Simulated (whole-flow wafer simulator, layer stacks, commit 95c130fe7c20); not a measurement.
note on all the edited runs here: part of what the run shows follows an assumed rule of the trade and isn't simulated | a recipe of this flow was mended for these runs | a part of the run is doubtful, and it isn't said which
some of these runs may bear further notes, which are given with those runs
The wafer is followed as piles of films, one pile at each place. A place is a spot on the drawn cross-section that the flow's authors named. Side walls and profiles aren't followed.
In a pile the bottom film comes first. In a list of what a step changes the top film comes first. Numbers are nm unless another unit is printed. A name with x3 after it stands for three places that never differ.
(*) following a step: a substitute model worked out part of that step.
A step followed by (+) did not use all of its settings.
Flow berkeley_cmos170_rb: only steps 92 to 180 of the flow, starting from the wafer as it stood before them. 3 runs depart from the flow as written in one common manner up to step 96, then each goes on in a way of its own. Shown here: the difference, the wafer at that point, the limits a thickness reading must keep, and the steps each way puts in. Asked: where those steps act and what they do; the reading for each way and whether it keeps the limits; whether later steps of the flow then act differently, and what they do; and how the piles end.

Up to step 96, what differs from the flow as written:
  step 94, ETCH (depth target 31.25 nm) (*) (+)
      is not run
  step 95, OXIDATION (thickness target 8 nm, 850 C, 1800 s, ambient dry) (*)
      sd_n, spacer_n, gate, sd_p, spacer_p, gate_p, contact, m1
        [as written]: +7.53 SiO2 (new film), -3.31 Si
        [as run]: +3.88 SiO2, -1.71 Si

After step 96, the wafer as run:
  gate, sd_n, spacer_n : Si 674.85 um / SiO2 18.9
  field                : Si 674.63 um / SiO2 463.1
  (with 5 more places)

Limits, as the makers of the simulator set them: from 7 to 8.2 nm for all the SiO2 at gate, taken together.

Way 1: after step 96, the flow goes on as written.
  After step 96, the reading is 18.9 nm, outside the limits.
  Later steps of the flow acting differently than as written (28 other steps are not shown; they differ only slightly, by no more than 2% or 0.5 nm, whichever is larger):
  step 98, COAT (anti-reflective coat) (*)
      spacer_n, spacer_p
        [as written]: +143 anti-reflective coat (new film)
        [this way]: +147.6 anti-reflective coat (new film)
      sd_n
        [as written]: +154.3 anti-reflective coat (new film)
        [this way]: +167.3 anti-reflective coat (new film)
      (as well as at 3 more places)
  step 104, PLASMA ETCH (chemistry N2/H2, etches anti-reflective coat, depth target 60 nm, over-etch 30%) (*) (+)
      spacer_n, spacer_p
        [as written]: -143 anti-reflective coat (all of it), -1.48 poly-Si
        [this way]: -147.6 anti-reflective coat (all of it), -1.79 poly-Si
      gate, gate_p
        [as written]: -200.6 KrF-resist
        [this way]: -217.4 KrF-resist
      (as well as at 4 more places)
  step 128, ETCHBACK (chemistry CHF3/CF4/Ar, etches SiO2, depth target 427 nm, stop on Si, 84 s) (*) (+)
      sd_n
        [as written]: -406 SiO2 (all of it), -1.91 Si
        [this way]: -417.4 SiO2 (all of it), -0.87 Si
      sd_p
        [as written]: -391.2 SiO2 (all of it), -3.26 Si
        [this way]: -400.8 SiO2 (all of it), -2.38 Si
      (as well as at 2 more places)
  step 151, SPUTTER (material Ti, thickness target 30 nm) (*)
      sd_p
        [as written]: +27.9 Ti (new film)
        [this way]: +27.2 Ti (new film)
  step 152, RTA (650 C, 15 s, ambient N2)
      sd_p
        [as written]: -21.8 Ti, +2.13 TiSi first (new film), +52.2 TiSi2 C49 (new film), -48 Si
        [this way]: -21.2 Ti, +0.85 TiSi first (new film), +52.8 TiSi2 C49 (new film), -47.7 Si
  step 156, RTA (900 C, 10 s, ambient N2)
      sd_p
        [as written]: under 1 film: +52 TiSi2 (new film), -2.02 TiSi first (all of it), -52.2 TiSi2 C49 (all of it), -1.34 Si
        [this way]: under 1 film: +50.7 TiSi2 (new film), -0.74 TiSi first (all of it), -52.8 TiSi2 C49 (all of it), -0.49 Si
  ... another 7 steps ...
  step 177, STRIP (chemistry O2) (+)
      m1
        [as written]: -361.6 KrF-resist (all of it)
        [this way]: -374.9 KrF-resist (all of it)
  The piles end different from the flow's at field, spacer_n, gate, sd_p, spacer_p, gate_p by more than 2% or 0.5 nm, whichever is larger.
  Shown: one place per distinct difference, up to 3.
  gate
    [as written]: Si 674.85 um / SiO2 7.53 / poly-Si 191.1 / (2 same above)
    [this way]: Si 674.85 um / SiO2 18.9 / poly-Si 191.1 / (2 same above)
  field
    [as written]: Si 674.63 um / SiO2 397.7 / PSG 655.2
    [this way]: Si 674.63 um / SiO2 428.9 / PSG 655.2
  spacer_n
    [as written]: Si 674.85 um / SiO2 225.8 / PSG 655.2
    [this way]: Si 674.85 um / SiO2 237.2 / PSG 655.2

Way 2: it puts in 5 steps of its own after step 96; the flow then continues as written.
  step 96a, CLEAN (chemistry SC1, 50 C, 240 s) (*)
      field, sd_n, spacer_n and 6 more
        -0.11 SiO2
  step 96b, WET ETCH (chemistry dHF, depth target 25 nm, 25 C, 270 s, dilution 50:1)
      sd_n, spacer_n, gate, sd_p, spacer_p, gate_p, contact, m1
        -18.8 SiO2 (all of it)
      field
        -25 SiO2
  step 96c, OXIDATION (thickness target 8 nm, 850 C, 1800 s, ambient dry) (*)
      sd_n, spacer_n, gate, sd_p, spacer_p, gate_p, contact, m1
        +7.53 SiO2 (new film), -3.31 Si
      field
        +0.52 SiO2, -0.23 Si
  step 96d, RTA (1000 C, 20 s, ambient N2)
      alters no film at any place that is followed
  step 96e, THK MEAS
      alters no film at any place that is followed
  After step 96e, the reading is 7.53 nm, within the limits.
  Later steps of the flow acting differently than as written (39 other steps are not shown; they differ only slightly, by no more than 2% or 0.5 nm, whichever is larger):
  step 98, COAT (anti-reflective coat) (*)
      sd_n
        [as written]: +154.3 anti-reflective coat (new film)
        [this way]: +160.1 anti-reflective coat (new film)
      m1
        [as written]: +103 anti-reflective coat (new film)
        [this way]: +105.2 anti-reflective coat (new film)
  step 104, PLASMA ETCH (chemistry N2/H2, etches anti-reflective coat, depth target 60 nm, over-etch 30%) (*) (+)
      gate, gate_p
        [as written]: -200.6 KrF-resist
        [this way]: -208.1 KrF-resist
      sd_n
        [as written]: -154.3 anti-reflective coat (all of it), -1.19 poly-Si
        [this way]: -160.1 anti-reflective coat (all of it), -1.23 poly-Si
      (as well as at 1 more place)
  The piles end only slightly different from the flow's at the places that both follow, by no more than 2% or 0.5 nm, whichever is larger.

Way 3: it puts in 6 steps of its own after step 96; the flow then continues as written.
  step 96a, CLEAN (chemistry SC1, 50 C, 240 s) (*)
      field, sd_n, spacer_n and 6 more
        -0.11 SiO2
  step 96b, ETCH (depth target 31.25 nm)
      sd_n, spacer_n, gate, sd_p, spacer_p, gate_p, contact, m1
        -18.8 SiO2 (all of it)
      field
        -31.2 SiO2
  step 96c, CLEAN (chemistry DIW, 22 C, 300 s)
      alters no film at any place that is followed
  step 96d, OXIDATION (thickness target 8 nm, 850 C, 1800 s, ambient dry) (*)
      sd_n, spacer_n, gate, sd_p, spacer_p, gate_p, contact, m1
        +7.53 SiO2 (new film), -3.31 Si
      field
        +0.52 SiO2, -0.23 Si
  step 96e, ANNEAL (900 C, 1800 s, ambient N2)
      alters no film at any place that is followed
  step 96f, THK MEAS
      alters no film at any place that is followed
  After step 96f, the reading is 7.53 nm, within the limits.
  None of the later steps of the flow differs from how it acts as written, at any place that is followed, by more than 2% or 0.5 nm, whichever is larger.
  The piles end only slightly different from the flow's at the places that both follow, by no more than 2% or 0.5 nm, whichever is larger.

Keeping within the limits: way 2, way 3. Outside them: way 1.
